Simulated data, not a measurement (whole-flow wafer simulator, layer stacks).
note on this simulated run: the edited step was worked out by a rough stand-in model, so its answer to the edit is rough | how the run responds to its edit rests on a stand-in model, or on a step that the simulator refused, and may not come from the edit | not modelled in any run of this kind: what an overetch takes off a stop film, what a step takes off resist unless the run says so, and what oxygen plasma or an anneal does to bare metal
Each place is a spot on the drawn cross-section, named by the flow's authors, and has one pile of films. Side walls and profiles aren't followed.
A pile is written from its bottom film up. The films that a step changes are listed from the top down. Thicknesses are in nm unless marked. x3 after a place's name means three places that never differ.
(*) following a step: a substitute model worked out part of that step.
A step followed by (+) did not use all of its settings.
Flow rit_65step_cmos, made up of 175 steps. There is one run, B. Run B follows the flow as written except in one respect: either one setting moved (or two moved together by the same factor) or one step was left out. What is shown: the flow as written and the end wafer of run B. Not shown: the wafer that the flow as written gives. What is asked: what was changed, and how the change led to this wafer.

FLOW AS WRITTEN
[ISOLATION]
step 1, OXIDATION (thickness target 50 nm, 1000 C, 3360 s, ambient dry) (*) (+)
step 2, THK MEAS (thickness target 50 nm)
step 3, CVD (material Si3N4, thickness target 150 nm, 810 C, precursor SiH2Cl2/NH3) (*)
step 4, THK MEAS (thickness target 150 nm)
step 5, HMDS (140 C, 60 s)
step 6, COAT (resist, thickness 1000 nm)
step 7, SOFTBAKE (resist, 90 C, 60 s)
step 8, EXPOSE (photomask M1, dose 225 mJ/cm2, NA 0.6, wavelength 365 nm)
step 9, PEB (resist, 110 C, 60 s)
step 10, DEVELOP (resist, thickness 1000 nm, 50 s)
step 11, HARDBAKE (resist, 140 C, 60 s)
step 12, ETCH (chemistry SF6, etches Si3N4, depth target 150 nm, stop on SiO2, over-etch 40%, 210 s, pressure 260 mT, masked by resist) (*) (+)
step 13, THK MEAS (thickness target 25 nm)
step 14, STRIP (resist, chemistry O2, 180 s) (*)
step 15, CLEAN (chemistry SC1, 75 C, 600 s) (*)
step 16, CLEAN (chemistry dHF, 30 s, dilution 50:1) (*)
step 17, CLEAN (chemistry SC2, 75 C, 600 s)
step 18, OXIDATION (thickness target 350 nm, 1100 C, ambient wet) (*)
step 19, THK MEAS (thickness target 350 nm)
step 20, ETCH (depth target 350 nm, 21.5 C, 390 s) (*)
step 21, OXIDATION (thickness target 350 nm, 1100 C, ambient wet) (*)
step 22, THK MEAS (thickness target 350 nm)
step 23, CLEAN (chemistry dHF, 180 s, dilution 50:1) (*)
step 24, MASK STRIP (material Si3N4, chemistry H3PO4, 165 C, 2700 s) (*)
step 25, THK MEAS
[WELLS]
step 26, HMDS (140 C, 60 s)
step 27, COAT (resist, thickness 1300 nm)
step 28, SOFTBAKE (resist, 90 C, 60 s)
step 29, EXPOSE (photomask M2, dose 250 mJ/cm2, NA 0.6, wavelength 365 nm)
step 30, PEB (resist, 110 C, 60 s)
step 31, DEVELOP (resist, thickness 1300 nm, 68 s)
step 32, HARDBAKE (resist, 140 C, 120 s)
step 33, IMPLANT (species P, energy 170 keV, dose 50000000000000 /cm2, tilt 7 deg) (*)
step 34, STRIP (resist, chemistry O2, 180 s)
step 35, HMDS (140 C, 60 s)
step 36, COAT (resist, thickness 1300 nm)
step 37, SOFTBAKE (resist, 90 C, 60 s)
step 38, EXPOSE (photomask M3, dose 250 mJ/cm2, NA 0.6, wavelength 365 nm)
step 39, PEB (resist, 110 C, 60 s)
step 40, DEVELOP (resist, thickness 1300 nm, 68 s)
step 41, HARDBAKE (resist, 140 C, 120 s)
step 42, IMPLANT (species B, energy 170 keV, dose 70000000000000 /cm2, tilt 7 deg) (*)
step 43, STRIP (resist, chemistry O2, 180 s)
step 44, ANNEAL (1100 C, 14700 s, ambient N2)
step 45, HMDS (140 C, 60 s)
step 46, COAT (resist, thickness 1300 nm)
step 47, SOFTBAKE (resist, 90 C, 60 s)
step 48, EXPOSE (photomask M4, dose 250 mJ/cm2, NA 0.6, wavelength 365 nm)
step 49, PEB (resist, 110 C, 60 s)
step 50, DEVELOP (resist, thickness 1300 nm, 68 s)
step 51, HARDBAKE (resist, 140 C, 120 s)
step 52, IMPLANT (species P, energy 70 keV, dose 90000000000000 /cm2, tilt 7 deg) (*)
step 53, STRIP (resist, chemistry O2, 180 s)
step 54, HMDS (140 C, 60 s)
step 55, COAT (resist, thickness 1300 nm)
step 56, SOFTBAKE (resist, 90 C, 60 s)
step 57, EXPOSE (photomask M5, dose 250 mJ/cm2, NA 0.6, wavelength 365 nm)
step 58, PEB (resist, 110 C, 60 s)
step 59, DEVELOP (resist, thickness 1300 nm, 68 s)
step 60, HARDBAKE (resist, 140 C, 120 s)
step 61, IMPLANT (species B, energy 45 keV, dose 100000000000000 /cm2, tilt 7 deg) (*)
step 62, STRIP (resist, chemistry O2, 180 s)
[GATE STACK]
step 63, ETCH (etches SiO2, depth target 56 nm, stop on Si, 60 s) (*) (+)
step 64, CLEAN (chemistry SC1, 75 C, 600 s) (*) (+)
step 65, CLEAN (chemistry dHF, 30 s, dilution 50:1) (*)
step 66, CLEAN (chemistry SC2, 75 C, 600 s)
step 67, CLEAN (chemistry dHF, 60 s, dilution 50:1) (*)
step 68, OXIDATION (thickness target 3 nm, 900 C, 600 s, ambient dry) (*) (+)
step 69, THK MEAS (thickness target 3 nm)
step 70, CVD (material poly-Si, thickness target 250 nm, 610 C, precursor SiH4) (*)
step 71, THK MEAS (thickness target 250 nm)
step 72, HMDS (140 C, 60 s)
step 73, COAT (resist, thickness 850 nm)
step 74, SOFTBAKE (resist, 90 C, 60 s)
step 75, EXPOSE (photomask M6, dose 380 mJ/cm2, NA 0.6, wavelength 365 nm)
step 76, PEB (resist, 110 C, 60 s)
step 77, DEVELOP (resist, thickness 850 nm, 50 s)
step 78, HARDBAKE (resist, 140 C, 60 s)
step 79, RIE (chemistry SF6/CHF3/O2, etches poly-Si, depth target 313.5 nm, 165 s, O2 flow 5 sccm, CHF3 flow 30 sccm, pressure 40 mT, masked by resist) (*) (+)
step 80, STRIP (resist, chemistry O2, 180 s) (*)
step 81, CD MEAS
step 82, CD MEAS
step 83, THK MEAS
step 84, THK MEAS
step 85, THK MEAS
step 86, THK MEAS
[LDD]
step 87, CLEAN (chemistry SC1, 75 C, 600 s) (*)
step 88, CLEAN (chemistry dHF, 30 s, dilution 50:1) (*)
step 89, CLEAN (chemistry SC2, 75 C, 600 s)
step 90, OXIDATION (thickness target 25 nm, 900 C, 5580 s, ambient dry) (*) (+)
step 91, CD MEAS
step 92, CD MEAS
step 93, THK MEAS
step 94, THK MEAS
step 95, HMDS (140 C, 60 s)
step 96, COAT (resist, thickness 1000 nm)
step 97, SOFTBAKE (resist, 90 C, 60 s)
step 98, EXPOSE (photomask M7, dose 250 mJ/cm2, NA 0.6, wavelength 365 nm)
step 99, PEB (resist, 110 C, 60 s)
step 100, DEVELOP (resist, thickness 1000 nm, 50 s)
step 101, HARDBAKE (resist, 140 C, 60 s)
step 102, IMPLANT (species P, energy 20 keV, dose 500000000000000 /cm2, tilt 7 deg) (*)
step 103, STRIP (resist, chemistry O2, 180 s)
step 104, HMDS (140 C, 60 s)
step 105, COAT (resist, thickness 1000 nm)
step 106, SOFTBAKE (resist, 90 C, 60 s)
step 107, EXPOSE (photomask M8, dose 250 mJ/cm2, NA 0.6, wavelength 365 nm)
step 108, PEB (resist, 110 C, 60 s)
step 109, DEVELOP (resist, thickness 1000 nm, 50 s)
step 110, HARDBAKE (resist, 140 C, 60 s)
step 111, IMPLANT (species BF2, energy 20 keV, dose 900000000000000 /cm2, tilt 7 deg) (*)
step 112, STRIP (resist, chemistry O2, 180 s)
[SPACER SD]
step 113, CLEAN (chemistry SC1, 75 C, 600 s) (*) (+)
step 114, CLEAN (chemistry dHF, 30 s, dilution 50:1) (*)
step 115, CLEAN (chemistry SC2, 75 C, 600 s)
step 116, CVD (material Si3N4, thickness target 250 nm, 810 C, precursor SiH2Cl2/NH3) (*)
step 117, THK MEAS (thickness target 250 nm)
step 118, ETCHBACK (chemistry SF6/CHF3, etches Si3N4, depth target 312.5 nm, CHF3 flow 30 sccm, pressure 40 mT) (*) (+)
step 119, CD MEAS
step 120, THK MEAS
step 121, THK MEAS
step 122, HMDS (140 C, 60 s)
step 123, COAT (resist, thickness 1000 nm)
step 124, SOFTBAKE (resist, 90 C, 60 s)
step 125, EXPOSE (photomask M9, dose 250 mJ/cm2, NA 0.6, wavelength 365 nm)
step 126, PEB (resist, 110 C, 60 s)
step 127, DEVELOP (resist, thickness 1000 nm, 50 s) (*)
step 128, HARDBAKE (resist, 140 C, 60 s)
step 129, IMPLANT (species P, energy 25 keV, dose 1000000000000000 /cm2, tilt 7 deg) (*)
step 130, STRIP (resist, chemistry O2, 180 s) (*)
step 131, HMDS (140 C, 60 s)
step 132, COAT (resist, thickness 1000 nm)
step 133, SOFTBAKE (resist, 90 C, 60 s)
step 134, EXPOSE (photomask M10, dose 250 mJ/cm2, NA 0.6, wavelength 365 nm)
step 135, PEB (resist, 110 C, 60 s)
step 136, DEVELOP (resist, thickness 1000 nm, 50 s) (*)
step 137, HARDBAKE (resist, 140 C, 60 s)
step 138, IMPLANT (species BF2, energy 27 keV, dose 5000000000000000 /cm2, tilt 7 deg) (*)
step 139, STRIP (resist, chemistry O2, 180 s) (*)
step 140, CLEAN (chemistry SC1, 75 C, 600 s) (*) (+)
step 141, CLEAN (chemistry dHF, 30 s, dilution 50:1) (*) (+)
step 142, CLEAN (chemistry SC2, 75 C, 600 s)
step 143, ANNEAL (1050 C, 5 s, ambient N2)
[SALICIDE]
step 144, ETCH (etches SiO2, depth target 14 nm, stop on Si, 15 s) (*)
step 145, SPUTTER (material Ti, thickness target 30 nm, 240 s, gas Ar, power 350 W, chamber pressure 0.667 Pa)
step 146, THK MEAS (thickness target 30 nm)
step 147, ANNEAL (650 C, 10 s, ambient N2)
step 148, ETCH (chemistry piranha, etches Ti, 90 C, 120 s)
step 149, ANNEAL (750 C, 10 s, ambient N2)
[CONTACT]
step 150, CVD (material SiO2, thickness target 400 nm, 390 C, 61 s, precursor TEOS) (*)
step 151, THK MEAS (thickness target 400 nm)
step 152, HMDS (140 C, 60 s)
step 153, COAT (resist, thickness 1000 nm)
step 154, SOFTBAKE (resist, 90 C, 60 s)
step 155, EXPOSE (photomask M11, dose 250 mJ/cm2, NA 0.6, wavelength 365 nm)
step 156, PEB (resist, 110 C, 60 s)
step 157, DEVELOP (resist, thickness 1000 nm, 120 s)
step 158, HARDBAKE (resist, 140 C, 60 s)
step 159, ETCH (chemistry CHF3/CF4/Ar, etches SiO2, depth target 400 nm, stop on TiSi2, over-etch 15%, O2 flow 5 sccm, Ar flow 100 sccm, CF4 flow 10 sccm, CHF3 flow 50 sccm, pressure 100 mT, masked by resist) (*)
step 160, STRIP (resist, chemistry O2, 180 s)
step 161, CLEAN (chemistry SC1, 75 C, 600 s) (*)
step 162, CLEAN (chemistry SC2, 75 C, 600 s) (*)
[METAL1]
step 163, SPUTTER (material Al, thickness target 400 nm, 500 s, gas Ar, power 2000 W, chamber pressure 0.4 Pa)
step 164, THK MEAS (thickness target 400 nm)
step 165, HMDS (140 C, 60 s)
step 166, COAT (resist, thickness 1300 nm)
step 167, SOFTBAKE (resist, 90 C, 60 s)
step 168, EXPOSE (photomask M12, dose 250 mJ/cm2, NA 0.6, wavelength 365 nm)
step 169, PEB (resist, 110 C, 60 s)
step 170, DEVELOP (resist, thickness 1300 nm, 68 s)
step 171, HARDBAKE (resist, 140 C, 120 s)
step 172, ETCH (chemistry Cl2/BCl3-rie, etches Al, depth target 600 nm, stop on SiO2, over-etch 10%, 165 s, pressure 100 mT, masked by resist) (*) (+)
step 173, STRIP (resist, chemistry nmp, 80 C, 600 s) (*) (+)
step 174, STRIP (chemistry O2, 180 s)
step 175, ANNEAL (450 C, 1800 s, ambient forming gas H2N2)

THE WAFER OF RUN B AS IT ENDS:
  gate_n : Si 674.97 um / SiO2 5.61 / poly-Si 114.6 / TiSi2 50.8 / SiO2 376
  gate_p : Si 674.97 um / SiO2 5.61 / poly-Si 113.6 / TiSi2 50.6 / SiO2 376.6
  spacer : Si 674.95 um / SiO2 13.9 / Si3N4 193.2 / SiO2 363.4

Cause: step 68, OXIDATION: 390 s was run, while the flow as written has 600 s.

The path from the change to this, step by step:
  step 68, OXIDATION (thickness target 3 nm, 900 C, 600 s, ambient dry) (*) (+)
      active_n, active_p, gate_n and 7 more: +5.61 SiO2 (new film), -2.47 Si (in the flow as written it would be: +7.17 SiO2 (new film), -3.16 Si)
  step 79, RIE (chemistry SF6/CHF3/O2, etches poly-Si, depth target 313.5 nm, 165 s, O2 flow 5 sccm, CHF3 flow 30 sccm, pressure 40 mT, masked by resist) (*) (+)
      active_n, active_p, spacer, spacer_p, sd_n, sd_p, contact, m1: -250 poly-Si (all of it), -5.61 SiO2 (all of it) (in the flow as written it would be: -250 poly-Si (all of it), -7.17 SiO2 (all of it))
  step 118, ETCHBACK (chemistry SF6/CHF3, etches Si3N4, depth target 312.5 nm, CHF3 flow 30 sccm, pressure 40 mT) (*) (+)
      spacer, spacer_p: -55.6 Si3N4 (in the flow as written it would be: -54 Si3N4)
